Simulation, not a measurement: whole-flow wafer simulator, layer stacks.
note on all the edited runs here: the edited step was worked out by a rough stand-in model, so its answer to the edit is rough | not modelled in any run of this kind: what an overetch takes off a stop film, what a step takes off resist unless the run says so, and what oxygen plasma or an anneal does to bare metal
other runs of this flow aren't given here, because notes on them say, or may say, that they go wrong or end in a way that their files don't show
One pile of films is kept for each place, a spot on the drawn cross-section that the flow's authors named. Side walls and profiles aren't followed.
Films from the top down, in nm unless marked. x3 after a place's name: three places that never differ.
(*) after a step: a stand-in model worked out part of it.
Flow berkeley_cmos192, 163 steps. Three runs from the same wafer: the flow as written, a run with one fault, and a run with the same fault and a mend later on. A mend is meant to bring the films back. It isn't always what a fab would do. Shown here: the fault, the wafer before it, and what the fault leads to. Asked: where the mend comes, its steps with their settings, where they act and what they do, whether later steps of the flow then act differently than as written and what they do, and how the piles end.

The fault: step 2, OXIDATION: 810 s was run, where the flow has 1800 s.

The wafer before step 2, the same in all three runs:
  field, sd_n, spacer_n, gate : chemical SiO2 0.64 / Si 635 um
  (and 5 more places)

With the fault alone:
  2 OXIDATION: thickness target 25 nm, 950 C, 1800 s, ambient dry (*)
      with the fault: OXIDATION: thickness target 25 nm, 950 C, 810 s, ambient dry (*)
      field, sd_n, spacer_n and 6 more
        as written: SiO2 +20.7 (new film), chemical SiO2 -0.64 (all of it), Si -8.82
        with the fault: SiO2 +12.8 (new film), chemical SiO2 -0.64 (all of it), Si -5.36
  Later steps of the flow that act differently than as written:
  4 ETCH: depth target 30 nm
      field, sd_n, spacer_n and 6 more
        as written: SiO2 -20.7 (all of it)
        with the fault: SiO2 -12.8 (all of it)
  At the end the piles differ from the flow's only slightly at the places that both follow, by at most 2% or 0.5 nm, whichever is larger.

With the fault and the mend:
  The mend comes after step 2.
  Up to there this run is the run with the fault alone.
  2a OXIDATION: thickness target 25 nm, 950 C, 990 s, ambient dry (*) (the flow's step 2 once more, with other settings)
      field, sd_n, spacer_n and 6 more
        SiO2 +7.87, Si -3.46
  No later step of the flow acts differently than as written at any place that is followed.
  At the end the piles are the same as the flow's at every place that both follow.
